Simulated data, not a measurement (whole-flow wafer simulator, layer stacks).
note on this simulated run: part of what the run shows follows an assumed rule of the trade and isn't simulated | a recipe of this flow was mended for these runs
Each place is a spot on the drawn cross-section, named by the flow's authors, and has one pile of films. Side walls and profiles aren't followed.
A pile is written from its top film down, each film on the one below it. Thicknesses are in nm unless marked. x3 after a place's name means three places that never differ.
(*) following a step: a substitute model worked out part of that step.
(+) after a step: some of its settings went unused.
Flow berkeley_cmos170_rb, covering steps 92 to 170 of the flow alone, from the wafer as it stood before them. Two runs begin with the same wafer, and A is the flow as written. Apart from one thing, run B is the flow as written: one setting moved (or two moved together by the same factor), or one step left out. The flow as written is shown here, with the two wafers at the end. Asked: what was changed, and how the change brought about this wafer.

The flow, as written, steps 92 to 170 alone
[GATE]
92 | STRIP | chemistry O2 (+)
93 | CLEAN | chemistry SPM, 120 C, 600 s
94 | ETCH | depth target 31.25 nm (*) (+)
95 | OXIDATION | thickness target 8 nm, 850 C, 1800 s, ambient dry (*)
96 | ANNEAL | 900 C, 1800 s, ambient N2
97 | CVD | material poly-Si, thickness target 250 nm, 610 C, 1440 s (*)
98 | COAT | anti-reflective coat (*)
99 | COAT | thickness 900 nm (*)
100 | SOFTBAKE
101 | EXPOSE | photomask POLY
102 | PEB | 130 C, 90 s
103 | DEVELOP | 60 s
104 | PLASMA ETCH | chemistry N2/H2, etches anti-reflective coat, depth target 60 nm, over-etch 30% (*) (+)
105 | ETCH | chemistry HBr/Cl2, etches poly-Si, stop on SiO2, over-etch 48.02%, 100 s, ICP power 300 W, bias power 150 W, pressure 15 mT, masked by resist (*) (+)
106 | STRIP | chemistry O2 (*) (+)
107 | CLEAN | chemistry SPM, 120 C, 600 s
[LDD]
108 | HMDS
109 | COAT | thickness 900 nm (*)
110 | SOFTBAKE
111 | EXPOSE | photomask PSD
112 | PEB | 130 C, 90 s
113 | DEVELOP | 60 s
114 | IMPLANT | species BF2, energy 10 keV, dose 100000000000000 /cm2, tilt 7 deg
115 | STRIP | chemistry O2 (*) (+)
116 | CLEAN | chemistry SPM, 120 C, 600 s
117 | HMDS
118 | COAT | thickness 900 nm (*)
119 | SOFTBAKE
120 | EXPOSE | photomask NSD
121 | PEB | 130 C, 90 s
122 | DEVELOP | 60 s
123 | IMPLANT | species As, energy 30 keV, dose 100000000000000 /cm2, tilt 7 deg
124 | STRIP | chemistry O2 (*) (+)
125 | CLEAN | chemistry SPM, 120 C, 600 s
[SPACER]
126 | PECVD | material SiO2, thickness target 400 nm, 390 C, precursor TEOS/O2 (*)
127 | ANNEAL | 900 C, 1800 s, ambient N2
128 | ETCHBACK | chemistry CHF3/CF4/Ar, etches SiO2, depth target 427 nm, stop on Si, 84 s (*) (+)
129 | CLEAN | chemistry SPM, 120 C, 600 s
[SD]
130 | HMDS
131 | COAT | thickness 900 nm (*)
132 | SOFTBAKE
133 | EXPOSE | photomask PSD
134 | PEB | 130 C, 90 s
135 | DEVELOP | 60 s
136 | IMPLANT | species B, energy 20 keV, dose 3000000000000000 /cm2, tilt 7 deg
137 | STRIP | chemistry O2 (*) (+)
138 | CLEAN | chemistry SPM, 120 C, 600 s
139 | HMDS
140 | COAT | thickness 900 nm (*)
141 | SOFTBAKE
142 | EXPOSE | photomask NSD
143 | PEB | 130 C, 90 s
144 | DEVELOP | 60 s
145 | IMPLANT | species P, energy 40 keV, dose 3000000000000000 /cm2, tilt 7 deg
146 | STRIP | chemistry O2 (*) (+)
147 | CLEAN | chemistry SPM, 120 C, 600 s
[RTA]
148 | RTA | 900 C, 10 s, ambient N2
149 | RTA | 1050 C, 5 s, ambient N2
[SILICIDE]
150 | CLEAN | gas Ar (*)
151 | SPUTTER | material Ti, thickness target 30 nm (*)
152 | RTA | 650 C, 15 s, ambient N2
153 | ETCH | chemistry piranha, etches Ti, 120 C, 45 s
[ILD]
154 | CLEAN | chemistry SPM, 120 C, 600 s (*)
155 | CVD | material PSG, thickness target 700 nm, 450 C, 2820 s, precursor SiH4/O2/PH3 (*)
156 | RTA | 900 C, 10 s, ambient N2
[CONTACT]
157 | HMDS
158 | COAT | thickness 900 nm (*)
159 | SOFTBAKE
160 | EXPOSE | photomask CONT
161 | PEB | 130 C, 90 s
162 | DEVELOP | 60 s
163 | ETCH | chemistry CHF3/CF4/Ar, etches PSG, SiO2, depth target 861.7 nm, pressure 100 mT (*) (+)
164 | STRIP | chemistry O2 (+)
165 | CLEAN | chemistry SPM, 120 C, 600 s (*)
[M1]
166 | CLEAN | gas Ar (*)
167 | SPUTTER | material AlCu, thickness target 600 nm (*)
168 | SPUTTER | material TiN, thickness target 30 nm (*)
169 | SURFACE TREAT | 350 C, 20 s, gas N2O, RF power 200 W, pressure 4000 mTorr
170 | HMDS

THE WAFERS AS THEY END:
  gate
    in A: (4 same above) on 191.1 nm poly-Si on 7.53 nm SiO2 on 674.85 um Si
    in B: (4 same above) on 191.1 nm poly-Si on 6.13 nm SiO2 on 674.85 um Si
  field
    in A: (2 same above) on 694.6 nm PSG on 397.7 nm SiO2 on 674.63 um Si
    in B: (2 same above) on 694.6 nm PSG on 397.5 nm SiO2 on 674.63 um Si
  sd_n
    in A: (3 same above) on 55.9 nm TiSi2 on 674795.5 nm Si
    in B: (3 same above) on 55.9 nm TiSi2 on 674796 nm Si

The reason: step 95, OXIDATION: thickness target 5.6 nm was run, while the flow as written has thickness target 8 nm; step 95, OXIDATION: 1260 s was run, where the flow has 1800 s.

The path from the change to this, step by step:
  95 | OXIDATION | thickness target 8 nm, 850 C, 1800 s, ambient dry (*)
      sd_n, spacer_n, gate, sd_p, spacer_p, gate_p, contact, m1: A SiO2 gains 7.53 (new film), Si loses 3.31 | B SiO2 gains 6.13 (new film), Si loses 2.7
